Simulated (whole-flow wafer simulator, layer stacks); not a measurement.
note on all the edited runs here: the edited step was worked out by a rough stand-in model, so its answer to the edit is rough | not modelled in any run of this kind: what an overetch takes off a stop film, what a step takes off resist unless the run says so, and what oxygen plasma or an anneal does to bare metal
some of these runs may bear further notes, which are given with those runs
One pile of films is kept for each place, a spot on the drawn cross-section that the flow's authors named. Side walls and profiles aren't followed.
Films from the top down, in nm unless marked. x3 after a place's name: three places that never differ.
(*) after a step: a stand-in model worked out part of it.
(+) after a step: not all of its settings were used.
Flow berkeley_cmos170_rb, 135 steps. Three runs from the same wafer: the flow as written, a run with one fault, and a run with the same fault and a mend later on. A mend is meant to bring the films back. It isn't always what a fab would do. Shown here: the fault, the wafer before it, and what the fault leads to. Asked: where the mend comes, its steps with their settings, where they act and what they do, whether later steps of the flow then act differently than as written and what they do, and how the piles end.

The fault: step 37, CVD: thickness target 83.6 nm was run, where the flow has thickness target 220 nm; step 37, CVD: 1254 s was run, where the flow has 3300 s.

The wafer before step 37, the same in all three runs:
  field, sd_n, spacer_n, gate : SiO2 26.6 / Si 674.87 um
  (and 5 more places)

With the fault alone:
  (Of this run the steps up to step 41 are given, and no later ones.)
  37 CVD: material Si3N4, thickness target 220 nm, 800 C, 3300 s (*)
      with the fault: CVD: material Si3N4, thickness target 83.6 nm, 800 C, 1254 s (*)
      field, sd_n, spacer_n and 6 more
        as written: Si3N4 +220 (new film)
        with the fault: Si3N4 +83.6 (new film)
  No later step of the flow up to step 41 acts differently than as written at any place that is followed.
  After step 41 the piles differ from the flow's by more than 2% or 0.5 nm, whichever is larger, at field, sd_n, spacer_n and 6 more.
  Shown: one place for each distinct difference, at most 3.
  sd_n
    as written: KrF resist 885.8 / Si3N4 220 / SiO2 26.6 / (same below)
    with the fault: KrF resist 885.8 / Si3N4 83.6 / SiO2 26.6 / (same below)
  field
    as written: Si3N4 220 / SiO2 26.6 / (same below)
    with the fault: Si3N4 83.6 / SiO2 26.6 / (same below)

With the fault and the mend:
  The mend comes after step 41.
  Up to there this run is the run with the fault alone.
  41a STRIP (*) (+)
      sd_n, spacer_n, gate, sd_p, spacer_p, gate_p, contact, m1
        KrF resist -885.8 (all of it)
  41b CLEAN (*)
      changes no film at any place that is followed
  41c CVD: material Si3N4, thickness target 136.4 nm, 800 C, 2046 s (*) (the flow's step 37 once more, with other settings)
      field, sd_n, spacer_n and 6 more
        Si3N4 +136.4
  41d COAT: KrF resist, thickness 900 nm (the flow's step 38 once more)
      field, sd_n, spacer_n and 6 more
        KrF resist +900 (new film)
  41e EXPOSE: photomask ACTIVE (the flow's step 39 once more)
      changes no film at any place that is followed
  41f PEB: 130 C, 60 s (*) (the flow's step 40 once more)
      changes no film at any place that is followed
  41g DEVELOP: developer developer-D-0.26N, 45 s (the flow's step 41 once more)
      sd_n, spacer_n, gate, sd_p, spacer_p, gate_p, contact, m1
        KrF resist -14.2
      field
        KrF resist -900 (all of it)
  No later step of the flow acts differently than as written at any place that is followed.
  At the end the piles are the same as the flow's at every place that both follow.
